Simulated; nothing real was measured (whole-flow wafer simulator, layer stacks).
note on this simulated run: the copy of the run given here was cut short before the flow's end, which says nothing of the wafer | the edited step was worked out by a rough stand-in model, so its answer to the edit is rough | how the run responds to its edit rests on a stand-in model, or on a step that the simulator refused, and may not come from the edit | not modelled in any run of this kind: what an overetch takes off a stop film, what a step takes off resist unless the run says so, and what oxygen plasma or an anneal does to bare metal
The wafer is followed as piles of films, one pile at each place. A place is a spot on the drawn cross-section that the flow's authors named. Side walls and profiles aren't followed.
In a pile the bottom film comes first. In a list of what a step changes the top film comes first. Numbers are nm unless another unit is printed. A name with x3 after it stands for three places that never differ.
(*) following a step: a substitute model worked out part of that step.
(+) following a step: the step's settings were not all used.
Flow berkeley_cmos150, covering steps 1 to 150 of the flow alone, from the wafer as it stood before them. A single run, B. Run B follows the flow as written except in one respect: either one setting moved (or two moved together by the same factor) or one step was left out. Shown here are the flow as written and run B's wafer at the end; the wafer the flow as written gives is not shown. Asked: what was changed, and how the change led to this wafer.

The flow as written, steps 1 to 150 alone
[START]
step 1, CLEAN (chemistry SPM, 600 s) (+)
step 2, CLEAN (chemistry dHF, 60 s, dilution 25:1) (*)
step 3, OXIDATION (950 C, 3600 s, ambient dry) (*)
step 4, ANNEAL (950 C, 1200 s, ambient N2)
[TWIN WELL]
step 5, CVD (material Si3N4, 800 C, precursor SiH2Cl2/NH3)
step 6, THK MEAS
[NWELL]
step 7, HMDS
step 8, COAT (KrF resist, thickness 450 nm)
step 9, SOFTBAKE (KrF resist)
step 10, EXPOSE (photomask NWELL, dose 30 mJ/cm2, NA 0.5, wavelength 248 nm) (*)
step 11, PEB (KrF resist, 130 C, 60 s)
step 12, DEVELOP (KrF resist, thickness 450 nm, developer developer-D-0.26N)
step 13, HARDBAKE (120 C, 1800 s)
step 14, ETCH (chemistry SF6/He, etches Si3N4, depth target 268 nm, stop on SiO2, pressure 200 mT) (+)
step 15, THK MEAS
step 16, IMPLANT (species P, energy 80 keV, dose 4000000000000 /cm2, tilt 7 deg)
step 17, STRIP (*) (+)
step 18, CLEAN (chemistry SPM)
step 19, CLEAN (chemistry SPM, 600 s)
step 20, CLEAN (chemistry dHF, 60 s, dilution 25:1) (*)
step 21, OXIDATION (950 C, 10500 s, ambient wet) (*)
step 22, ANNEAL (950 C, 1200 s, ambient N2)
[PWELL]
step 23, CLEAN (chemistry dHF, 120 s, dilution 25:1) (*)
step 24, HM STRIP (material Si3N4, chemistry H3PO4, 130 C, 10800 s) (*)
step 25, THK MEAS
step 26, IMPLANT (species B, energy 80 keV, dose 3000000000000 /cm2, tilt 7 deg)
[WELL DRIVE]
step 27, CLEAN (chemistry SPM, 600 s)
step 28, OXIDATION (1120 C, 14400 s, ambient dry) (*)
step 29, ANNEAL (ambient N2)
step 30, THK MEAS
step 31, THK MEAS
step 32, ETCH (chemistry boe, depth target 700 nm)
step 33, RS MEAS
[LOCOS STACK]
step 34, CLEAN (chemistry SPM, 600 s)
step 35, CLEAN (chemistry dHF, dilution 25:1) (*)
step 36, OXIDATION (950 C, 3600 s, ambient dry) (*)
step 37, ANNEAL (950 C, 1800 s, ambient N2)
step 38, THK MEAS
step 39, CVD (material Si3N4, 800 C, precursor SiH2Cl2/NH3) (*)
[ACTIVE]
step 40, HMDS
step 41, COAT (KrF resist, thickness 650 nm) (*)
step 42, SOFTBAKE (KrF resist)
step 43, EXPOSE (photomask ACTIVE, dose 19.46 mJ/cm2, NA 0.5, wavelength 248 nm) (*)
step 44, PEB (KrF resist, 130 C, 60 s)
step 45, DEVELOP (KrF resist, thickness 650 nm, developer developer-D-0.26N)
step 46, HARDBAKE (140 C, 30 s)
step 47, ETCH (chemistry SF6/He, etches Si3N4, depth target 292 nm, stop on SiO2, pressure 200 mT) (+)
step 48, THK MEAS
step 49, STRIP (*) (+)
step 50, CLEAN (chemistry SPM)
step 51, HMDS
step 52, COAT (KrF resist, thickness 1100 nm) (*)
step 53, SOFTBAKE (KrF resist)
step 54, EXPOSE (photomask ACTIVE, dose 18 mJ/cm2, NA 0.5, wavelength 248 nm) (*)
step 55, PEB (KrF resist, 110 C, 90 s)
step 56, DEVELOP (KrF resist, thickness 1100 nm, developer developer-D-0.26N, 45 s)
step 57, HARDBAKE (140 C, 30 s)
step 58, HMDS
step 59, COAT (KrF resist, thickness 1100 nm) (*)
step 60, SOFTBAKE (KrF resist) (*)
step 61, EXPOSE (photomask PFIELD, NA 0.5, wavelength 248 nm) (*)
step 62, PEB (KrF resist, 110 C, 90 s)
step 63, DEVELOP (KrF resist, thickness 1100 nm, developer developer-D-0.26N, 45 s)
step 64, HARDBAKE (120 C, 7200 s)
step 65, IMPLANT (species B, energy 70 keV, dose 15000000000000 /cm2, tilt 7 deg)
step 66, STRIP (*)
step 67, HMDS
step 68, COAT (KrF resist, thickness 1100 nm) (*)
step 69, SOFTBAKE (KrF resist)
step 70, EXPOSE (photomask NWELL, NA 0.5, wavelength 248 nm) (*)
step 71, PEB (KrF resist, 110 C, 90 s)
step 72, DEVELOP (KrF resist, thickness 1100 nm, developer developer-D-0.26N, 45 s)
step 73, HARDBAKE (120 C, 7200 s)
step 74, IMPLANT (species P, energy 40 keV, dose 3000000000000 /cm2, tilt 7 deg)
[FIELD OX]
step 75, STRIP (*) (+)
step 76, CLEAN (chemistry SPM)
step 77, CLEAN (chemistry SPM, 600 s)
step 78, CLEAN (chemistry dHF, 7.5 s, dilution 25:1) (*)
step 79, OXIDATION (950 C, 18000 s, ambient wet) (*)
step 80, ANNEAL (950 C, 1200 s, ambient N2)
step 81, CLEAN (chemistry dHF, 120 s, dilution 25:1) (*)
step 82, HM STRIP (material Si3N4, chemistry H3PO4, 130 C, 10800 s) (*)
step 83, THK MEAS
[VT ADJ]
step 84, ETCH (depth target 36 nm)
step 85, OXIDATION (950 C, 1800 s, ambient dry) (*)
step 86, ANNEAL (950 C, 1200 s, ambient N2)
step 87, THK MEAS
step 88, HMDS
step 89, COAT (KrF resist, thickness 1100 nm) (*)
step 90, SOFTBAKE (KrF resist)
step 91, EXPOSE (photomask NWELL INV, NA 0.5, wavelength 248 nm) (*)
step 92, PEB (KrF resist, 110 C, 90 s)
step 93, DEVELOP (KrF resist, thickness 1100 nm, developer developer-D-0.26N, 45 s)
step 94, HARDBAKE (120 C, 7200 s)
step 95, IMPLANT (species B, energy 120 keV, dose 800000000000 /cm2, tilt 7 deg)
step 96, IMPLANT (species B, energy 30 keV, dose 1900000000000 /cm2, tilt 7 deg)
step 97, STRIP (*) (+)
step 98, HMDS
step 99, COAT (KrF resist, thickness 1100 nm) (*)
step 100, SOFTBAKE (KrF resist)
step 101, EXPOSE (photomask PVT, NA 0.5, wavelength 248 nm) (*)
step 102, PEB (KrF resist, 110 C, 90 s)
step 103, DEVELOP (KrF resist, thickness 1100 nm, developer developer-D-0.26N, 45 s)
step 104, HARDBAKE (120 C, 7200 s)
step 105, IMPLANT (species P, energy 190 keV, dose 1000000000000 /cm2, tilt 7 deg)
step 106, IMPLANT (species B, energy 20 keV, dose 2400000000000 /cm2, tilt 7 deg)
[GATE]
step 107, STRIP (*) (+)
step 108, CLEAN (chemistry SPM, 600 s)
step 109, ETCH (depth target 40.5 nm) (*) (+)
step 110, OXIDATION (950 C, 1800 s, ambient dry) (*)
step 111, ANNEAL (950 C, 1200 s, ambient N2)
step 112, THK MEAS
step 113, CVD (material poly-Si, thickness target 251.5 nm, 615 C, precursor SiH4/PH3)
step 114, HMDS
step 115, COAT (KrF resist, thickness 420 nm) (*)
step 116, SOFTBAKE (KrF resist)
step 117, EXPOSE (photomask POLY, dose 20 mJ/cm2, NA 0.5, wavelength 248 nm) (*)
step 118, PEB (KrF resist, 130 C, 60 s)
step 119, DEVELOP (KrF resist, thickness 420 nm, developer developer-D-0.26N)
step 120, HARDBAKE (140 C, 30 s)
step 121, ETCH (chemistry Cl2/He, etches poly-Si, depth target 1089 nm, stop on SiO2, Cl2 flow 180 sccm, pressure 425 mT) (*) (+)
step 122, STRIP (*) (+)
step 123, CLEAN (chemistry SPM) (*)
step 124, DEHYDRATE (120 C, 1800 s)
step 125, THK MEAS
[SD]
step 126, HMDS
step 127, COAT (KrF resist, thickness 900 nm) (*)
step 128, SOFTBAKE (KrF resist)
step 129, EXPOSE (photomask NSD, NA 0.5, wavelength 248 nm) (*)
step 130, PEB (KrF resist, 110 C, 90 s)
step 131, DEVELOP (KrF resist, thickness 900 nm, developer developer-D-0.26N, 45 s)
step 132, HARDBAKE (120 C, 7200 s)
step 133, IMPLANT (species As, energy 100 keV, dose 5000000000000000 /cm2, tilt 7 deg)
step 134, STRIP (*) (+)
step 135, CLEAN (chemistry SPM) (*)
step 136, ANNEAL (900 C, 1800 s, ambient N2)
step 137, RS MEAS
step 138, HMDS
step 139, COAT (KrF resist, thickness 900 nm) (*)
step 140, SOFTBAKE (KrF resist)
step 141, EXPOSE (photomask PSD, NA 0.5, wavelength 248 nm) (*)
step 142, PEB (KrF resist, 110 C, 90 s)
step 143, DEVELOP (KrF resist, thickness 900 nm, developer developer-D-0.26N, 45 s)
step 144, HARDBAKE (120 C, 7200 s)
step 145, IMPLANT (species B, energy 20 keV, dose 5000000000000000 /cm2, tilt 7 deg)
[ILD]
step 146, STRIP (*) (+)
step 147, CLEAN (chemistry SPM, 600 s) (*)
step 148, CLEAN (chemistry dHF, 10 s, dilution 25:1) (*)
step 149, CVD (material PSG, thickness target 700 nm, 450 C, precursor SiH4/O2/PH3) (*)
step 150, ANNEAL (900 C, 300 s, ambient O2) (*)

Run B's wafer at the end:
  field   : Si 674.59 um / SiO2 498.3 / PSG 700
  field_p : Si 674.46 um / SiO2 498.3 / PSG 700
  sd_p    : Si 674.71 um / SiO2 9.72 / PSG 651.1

Cause: step 109, ETCH: depth target 64.8 nm was run, though the flow has depth target 40.5 nm.

Step by step, how the change led to this:
  step 109, ETCH (depth target 40.5 nm) (*) (+)
      field, field_p: SiO2 loses 64.8 (it would be, as written: SiO2 loses 40.5)
  step 115, COAT (KrF resist, thickness 420 nm) (*)
      sd_n: KrF resist gains 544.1 (new film) (it would be, as written: KrF resist gains 563.4 (new film))
      sd_p: KrF resist gains 547.9 (new film) (it would be, as written: KrF resist gains 559.7 (new film))
      (also at 1 further place)
  step 119, DEVELOP (KrF resist, thickness 420 nm, developer developer-D-0.26N)
      sd_n: KrF resist loses 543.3 (all of it) (it would be, as written: KrF resist loses 562.5 (all of it))
      sd_p: KrF resist loses 547.1 (all of it) (it would be, as written: KrF resist loses 558.9 (all of it))
      (also at 1 further place)
  step 122, STRIP (*) (+)
      gate_n: chemical SiO2 gains 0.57 (new film), KrF resist loses 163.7 (all of it), poly-Si loses 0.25 (it would be, as written: chemical SiO2 gains 0.57 (new film), KrF resist loses 169.8 (all of it), poly-Si loses 0.25)
      gate_p: chemical SiO2 gains 0.57 (new film), KrF resist loses 199.8 (all of it), poly-Si loses 0.25 (it would be, as written: chemical SiO2 gains 0.57 (new film), KrF resist loses 206.4 (all of it), poly-Si loses 0.25)
  step 127, COAT (KrF resist, thickness 900 nm) (*)
      sd_n: KrF resist gains 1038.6 (new film) (it would be, as written: KrF resist gains 1061.7 (new film))
  step 131, DEVELOP (KrF resist, thickness 900 nm, developer developer-D-0.26N, 45 s)
      sd_n: KrF resist loses 1031.4 (all of it) (it would be, as written: KrF resist loses 1054.3 (all of it))
  step 139, COAT (KrF resist, thickness 900 nm) (*)
      sd_n: KrF resist gains 1038.6 (new film) (it would be, as written: KrF resist gains 1061.7 (new film))
  step 146, STRIP (*) (+)
      sd_n: KrF resist loses 1001.6 (all of it) (it would be, as written: KrF resist loses 1024.1 (all of it))
